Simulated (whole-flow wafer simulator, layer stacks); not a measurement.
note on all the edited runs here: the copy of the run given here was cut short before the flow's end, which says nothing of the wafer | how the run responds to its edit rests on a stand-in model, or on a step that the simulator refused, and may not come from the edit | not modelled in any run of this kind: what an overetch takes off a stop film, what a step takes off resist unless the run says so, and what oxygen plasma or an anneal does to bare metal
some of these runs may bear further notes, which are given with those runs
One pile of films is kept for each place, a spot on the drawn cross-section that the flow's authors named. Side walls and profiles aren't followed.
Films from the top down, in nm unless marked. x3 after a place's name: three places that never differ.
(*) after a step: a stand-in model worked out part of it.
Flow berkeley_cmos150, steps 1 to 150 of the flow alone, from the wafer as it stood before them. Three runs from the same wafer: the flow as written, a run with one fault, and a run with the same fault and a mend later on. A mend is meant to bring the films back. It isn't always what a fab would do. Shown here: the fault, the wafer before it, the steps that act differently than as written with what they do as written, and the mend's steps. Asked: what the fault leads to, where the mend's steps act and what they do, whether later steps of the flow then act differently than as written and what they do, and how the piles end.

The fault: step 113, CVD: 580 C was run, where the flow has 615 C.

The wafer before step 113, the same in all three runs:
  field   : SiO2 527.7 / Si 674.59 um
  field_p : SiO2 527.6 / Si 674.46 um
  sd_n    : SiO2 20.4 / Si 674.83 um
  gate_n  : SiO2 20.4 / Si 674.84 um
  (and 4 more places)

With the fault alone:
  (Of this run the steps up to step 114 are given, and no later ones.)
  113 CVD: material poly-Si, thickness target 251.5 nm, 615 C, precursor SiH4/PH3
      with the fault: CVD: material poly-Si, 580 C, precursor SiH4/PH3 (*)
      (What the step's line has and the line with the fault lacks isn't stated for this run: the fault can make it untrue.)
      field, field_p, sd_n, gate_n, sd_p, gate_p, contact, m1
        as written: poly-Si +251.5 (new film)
        with the fault: poly-Si +107.9 (new film)
  No later step of the flow up to step 114 acts differently than as written at any place that is followed.
  After step 114 the piles differ from the flow's by more than 2% or 0.5 nm, whichever is larger, at field, field_p, sd_n, gate_n, sd_p, gate_p, contact, m1.
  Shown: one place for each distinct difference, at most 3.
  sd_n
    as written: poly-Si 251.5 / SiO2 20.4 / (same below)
    with the fault: poly-Si 107.9 / SiO2 20.4 / (same below)
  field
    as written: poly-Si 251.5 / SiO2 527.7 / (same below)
    with the fault: poly-Si 107.9 / SiO2 527.7 / (same below)
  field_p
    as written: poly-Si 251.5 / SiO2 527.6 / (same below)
    with the fault: poly-Si 107.9 / SiO2 527.6 / (same below)

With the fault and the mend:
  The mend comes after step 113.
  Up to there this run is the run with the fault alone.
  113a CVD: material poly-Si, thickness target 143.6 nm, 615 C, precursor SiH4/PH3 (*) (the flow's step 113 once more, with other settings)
      field, field_p, sd_n, gate_n, sd_p, gate_p, contact, m1
        poly-Si +143.6
  No later step of the flow acts differently than as written, at any place that is followed, by more than 2% or 0.5 nm, whichever is larger.
  At the end the piles differ from the flow's only slightly at the places that both follow, by at most 2% or 0.5 nm, whichever is larger.
